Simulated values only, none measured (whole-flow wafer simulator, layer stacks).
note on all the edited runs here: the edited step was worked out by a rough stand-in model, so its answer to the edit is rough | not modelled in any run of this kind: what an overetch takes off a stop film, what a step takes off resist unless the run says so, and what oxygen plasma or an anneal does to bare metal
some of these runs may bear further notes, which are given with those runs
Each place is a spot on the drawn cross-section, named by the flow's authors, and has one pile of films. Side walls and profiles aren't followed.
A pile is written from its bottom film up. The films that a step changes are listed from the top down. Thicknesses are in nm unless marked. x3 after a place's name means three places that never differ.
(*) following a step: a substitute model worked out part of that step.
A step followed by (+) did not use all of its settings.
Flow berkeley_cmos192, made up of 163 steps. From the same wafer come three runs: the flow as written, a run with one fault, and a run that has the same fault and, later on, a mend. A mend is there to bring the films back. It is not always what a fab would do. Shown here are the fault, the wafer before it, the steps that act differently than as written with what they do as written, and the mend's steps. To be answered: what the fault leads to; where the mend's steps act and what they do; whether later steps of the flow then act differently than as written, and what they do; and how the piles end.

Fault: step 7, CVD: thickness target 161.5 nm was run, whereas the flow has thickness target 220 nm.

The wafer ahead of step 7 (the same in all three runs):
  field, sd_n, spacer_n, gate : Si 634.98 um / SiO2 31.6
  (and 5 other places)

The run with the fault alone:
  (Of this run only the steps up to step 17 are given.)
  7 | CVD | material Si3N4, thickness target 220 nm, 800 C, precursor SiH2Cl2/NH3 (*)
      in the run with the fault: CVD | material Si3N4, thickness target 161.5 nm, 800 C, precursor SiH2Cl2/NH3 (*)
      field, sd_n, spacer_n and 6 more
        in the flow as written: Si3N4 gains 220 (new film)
        in the run with the fault: Si3N4 gains 161.5 (new film)
  Steps further on in the flow that do not act as written:
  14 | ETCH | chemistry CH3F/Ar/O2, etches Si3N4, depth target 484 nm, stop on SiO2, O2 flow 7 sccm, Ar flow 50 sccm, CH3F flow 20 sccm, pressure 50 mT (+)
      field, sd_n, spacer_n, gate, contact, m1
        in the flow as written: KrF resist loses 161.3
        in the run with the fault: KrF resist loses 122.3
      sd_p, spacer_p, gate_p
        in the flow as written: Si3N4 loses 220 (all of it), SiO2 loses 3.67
        in the run with the fault: Si3N4 loses 161.5 (all of it), SiO2 loses 3.67
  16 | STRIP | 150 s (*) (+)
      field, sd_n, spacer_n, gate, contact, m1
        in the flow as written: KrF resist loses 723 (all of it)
        in the run with the fault: KrF resist loses 762 (all of it)
  Once step 17 is done, the piles at field, sd_n, spacer_n, gate, contact, m1 depart from the flow's by more than 2% or 0.5 nm, whichever is larger.
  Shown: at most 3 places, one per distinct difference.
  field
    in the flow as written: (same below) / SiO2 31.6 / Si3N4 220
    in the run with the fault: (same below) / SiO2 31.6 / Si3N4 161.5

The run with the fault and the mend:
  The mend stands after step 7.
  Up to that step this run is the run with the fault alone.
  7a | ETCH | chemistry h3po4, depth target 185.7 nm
      field, sd_n, spacer_n and 6 more
        Si3N4 loses 161.5 (all of it)
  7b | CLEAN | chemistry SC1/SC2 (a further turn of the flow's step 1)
      leaves every film unchanged at each place that is followed
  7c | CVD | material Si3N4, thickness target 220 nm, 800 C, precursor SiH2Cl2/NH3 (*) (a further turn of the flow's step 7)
      field, sd_n, spacer_n and 6 more
        Si3N4 gains 220 (new film)
  Every later step of the flow that is run acts as written at every place that is followed.
  The piles end the same as the flow's at every place that both follow.
